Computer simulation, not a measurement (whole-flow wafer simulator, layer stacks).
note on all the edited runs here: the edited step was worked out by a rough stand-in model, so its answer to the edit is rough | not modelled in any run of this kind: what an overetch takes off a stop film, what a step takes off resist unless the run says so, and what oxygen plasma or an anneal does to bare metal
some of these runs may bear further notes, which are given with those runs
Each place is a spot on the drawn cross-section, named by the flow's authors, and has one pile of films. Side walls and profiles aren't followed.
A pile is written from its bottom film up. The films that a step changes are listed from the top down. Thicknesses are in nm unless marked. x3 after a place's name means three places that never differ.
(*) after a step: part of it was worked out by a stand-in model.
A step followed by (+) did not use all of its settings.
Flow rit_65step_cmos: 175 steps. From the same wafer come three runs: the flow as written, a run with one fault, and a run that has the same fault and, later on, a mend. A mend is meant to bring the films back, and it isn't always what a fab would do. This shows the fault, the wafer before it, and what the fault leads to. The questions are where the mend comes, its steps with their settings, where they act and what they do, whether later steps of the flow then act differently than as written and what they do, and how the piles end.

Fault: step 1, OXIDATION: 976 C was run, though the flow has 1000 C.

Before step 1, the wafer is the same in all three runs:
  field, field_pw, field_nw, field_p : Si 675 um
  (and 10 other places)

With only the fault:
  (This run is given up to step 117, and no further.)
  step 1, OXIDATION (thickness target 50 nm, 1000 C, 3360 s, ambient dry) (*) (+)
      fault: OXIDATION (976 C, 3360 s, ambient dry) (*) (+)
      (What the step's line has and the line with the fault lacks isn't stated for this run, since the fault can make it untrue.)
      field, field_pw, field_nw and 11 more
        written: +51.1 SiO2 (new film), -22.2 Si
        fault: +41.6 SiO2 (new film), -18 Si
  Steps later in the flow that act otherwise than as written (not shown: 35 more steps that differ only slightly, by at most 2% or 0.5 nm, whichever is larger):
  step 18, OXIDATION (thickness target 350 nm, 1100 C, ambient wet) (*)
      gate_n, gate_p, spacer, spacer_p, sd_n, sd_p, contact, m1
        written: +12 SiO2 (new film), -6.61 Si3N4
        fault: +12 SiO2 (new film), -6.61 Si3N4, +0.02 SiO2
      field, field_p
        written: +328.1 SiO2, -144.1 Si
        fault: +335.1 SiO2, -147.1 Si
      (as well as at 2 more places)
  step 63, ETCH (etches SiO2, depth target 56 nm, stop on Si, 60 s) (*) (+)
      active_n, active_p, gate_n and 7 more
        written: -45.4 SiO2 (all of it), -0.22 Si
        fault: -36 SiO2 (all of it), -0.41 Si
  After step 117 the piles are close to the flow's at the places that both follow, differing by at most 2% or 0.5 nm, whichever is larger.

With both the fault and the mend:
  The mend follows step 2.
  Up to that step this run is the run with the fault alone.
  step 2a, ETCH (depth target 48 nm, 21.5 C, 53 s)
      field, field_pw, field_nw and 11 more
        -41.6 SiO2 (all of it)
  step 2b, CLEAN (chemistry SC2, 75 C, 600 s)
      field, field_pw, field_nw and 11 more
        +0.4 chemical SiO2 (new film), -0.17 Si
  step 2c, OXIDATION (1000 C, 3360 s, ambient dry) (*) (the flow's step 1 again, with other settings)
      field, field_pw, field_nw and 11 more
        +51 SiO2 (new film), -0.4 chemical SiO2 (all of it), -22.3 Si
  Steps later in the flow that act otherwise than as written (not shown: 17 more steps that differ only slightly, by at most 2% or 0.5 nm, whichever is larger):
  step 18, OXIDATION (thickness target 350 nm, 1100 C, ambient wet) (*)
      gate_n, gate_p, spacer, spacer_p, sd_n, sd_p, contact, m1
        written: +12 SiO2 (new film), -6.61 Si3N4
        mend: +12 SiO2 (new film), -6.61 Si3N4, +0.03 SiO2
  At the end the piles are close to the flow's at the places that both follow, differing by at most 2% or 0.5 nm, whichever is larger.
